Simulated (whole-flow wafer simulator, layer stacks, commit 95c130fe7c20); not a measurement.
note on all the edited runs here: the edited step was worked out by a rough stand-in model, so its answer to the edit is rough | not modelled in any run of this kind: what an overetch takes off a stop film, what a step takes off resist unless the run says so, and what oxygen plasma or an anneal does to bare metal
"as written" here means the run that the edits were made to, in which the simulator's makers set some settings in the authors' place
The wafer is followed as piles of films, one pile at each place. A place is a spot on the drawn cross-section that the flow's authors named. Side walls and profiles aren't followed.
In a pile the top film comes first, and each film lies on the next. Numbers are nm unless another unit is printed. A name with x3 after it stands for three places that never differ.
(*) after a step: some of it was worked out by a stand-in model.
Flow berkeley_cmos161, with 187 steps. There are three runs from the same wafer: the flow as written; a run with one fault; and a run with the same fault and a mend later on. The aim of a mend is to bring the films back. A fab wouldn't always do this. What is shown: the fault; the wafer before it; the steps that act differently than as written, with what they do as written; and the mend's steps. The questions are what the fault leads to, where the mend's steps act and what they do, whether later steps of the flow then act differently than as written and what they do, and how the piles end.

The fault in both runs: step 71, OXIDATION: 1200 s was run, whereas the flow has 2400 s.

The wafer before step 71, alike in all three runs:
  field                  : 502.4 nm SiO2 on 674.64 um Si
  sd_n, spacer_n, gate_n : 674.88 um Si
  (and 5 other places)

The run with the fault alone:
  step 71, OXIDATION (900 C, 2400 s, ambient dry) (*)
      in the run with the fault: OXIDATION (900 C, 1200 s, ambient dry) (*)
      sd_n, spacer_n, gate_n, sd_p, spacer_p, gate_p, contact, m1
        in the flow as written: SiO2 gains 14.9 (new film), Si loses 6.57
        in the run with the fault: SiO2 gains 9.67 (new film), Si loses 4.25
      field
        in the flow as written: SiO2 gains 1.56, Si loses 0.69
        in the run with the fault: SiO2 gains 0.78, Si loses 0.34
  Later steps of the flow acting differently than as written (not shown: 49 more steps that differ only slightly, by at most 2% or 0.5 nm, whichever is larger):
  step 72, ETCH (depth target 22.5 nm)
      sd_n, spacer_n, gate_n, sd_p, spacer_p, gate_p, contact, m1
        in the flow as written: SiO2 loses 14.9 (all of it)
        in the run with the fault: SiO2 loses 9.67 (all of it)
  When the end is reached, the piles differ only a little from the flow's at the places that both follow, at most by 2% or 0.5 nm, whichever is larger.

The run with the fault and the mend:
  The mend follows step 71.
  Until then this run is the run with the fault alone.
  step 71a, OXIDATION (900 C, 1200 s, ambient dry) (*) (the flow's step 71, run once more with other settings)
      sd_n, spacer_n, gate_n, sd_p, spacer_p, gate_p, contact, m1
        SiO2 gains 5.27, Si loses 2.32
      field
        SiO2 gains 0.78, Si loses 0.34
  Every later step of the flow that is run acts as written at every place that is followed.
  The piles end the same as the flow's at every place that both follow.
